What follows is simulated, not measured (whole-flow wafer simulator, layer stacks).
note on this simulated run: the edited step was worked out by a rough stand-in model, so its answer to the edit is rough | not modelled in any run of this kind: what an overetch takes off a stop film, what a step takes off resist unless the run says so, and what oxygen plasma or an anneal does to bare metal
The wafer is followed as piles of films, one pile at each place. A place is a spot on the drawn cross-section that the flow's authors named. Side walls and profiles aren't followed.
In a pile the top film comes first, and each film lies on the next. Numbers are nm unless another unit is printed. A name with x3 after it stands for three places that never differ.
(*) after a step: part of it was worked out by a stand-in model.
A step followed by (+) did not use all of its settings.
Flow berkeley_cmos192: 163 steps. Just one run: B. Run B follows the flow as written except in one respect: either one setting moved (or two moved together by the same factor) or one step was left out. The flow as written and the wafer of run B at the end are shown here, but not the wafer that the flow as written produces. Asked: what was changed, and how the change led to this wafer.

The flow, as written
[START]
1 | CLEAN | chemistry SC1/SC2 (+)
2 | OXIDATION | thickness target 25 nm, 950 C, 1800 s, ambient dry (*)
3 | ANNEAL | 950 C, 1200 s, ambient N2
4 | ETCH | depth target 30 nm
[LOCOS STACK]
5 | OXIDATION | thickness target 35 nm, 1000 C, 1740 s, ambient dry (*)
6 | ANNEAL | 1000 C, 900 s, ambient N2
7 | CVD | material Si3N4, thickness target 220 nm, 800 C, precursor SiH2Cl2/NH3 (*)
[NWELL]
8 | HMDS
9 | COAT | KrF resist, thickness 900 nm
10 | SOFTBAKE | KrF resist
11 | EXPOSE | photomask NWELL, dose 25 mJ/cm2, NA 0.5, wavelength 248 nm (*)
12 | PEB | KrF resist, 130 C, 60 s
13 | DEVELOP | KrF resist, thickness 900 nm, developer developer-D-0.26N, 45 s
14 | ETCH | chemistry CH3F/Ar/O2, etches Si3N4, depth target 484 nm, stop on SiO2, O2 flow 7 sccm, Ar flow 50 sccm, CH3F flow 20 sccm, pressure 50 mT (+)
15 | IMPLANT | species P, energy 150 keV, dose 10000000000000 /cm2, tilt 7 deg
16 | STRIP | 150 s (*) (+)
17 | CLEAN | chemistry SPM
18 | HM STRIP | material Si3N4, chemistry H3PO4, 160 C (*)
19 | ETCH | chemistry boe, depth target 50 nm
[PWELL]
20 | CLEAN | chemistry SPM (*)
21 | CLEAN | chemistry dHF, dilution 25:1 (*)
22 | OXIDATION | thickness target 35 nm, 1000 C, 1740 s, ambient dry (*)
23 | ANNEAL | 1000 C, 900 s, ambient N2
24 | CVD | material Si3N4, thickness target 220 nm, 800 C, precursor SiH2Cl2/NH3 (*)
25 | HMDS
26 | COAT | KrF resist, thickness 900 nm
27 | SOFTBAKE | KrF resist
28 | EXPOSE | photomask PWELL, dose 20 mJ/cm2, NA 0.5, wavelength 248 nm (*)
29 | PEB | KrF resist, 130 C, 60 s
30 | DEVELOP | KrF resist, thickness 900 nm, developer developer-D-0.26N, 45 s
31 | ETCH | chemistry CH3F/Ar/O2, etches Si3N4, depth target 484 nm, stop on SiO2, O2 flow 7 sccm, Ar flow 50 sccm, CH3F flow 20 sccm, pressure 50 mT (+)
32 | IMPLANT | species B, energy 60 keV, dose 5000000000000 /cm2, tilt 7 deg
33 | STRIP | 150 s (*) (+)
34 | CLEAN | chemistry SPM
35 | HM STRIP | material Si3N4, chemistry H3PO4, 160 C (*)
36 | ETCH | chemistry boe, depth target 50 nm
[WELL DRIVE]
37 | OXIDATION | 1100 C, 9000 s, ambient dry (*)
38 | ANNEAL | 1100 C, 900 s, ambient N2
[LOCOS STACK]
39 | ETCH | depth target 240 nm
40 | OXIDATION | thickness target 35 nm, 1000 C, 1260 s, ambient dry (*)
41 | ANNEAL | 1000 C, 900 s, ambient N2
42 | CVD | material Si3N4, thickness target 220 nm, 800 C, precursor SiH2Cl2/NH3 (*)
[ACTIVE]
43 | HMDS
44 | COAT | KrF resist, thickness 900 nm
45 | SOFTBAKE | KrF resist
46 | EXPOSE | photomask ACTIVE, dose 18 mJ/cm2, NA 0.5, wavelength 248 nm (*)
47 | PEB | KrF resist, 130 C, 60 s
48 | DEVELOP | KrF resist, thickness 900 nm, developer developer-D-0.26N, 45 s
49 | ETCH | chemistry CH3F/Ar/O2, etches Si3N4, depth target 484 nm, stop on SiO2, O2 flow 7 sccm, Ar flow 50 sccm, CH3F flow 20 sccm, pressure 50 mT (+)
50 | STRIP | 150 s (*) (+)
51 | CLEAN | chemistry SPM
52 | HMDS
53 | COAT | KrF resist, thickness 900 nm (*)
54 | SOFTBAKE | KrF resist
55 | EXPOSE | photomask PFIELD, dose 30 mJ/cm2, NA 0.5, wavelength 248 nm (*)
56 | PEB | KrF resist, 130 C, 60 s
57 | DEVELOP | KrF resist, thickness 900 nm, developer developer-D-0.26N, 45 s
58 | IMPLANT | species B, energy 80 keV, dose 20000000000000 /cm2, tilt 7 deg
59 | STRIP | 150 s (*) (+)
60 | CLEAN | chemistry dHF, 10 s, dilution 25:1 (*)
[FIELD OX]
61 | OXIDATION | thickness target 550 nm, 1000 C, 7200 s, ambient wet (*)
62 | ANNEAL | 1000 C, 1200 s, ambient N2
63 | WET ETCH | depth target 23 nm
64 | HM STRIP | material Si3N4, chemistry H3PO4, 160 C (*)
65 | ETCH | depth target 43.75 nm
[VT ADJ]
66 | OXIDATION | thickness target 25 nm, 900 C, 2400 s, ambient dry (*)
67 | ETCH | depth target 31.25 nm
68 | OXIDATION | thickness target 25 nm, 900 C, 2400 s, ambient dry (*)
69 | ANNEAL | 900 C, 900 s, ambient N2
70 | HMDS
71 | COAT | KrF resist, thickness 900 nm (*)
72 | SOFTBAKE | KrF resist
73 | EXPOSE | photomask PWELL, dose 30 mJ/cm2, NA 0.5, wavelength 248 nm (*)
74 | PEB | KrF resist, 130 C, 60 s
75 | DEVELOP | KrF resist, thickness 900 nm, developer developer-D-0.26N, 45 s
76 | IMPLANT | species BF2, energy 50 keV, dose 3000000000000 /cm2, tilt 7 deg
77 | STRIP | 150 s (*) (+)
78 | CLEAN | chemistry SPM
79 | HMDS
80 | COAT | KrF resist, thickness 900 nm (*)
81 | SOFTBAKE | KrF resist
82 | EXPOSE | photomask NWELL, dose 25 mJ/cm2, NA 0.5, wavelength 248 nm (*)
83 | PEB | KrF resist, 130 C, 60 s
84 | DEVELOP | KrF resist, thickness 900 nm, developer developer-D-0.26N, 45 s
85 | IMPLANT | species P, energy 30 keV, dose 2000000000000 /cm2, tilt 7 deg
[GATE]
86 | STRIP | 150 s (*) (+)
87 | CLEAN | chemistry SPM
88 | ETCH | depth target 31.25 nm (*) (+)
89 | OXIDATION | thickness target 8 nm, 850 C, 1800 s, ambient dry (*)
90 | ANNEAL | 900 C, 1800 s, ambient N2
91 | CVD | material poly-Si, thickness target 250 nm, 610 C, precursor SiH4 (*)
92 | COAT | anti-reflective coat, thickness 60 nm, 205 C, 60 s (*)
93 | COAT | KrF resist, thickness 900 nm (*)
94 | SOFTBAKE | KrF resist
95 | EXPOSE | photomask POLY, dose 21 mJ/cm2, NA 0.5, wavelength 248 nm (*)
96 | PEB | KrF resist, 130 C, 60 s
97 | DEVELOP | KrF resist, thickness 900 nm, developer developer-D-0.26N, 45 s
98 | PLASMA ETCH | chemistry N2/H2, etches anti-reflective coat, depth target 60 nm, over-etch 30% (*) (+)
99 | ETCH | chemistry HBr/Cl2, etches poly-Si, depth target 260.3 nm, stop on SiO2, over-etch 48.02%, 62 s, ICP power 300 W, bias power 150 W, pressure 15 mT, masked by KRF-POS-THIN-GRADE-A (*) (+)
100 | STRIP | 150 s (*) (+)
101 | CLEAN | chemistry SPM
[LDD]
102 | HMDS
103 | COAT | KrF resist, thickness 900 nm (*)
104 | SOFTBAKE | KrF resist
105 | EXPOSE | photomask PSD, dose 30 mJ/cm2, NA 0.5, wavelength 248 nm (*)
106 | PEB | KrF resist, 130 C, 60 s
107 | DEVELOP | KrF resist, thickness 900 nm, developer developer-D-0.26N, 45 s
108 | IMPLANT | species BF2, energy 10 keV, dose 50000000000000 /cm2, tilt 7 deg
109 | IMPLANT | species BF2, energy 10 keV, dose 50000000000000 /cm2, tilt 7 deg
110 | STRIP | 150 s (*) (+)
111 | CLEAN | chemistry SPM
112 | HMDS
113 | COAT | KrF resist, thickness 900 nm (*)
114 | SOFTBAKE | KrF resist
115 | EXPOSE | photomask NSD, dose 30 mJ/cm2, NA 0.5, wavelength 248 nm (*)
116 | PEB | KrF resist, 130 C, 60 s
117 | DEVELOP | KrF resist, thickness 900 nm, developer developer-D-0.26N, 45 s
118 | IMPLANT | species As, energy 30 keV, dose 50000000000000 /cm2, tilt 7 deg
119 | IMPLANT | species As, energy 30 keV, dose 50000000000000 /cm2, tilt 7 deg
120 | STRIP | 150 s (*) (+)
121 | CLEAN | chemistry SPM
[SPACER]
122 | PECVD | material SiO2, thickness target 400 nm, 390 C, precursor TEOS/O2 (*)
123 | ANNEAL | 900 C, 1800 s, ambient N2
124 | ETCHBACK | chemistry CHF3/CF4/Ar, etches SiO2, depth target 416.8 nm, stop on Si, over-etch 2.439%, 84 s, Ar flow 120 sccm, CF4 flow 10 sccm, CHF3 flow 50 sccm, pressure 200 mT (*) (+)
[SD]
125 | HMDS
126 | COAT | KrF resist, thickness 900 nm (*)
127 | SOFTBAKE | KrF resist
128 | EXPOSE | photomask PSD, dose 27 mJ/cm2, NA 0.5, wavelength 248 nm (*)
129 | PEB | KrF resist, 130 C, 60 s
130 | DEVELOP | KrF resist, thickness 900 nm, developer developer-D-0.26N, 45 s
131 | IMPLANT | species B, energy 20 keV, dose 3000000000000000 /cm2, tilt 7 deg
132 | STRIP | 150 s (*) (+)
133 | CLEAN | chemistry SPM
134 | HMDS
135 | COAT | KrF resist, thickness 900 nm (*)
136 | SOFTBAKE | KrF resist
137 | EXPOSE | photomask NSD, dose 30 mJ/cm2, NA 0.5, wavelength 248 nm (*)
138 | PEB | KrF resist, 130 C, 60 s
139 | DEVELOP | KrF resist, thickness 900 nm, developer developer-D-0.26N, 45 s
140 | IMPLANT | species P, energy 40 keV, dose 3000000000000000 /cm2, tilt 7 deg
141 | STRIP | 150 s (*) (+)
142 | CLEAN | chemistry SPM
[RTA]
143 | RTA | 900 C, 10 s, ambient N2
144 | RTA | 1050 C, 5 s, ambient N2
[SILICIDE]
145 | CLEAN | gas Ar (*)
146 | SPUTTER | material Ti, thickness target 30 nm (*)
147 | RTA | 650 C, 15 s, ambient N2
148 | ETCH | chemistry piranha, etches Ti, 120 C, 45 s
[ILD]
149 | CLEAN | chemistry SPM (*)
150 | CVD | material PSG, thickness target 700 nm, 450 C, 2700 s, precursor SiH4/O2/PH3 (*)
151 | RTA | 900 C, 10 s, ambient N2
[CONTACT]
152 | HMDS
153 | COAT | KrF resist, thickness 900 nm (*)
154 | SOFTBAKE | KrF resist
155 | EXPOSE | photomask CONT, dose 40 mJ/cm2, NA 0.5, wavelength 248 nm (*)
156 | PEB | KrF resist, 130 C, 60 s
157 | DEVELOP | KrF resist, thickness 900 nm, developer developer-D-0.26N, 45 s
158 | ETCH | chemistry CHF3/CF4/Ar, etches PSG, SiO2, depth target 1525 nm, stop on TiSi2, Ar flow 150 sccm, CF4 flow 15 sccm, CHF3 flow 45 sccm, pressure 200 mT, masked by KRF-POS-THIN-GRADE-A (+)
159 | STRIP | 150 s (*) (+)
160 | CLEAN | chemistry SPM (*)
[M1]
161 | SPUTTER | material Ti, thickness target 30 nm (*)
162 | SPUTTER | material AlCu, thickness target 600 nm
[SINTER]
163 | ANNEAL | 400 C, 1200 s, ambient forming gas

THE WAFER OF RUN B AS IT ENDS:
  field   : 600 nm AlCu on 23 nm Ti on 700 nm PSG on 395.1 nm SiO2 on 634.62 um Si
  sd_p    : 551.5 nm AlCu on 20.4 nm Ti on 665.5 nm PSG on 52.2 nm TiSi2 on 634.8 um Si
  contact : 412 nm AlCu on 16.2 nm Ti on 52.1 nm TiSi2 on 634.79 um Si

The reason: step 161, SPUTTER: thickness target 23 nm was run, while the flow as written has thickness target 30 nm.
The wafer itself shows it: field has Ti 23, and step 161 as written asks for 30 nm.

The path from the change to this, step by step:
  161 | SPUTTER | material Ti, thickness target 30 nm (*)
      field, sd_n, spacer_n, gate, spacer_p, gate_p, m1: Ti gains 23 (new film) (as written it would have been: Ti gains 30 (new film))
      sd_p: Ti gains 20.4 (new film) (as written it would have been: Ti gains 26.6 (new film))
      (and at 1 other place as well)
